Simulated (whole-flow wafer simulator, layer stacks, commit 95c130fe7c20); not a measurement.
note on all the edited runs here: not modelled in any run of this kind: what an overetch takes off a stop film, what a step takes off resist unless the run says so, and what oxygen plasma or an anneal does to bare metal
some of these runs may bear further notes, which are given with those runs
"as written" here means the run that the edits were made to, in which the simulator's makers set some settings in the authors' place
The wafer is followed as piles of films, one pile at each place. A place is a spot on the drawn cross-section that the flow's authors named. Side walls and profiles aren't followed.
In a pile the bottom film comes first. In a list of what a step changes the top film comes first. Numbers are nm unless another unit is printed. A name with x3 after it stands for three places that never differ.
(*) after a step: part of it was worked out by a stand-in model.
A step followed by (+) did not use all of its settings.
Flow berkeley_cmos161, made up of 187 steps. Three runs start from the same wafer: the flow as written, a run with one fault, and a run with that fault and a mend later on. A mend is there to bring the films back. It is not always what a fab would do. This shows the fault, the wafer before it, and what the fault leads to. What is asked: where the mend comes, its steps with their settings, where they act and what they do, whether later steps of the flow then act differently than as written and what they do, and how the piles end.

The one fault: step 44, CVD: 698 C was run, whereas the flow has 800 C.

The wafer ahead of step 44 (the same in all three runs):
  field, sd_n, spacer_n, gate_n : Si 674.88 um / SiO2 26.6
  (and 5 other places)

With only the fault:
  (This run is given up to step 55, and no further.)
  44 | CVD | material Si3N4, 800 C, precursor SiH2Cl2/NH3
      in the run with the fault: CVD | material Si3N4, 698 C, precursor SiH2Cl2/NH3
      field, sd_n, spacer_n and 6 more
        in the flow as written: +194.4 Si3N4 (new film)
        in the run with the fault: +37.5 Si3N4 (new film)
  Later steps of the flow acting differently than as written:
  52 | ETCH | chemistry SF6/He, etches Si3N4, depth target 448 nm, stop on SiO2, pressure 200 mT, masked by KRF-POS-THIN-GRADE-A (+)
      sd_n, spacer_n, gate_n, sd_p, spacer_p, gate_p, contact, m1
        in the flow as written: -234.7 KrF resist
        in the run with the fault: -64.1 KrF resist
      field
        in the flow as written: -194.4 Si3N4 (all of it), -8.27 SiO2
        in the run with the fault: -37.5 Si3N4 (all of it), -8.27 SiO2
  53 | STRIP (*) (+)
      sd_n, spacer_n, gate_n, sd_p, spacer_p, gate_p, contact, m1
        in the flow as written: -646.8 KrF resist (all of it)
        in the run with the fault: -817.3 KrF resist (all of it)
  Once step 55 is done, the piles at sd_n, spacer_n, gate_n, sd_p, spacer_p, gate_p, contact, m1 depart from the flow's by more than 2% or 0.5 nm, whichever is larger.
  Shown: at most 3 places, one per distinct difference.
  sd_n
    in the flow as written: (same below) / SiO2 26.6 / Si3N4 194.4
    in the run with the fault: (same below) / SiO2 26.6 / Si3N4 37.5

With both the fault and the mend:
  After step 44 comes the mend.
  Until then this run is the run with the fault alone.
  44a | ETCH | chemistry h3po4, depth target 43.12 nm
      field, sd_n, spacer_n and 6 more
        -37.5 Si3N4 (all of it)
  44b | CLEAN | chemistry SPM (the flow's step 36, run once more)
      alters no film at any place that is followed
  44c | CVD | material Si3N4, 800 C, precursor SiH2Cl2/NH3 (the flow's step 44, run once more)
      field, sd_n, spacer_n and 6 more
        +194.4 Si3N4 (new film)
  None of the later steps of the flow acts differently than as written at any place that is followed.
  At every place that both follow, the piles at the end match the flow's.
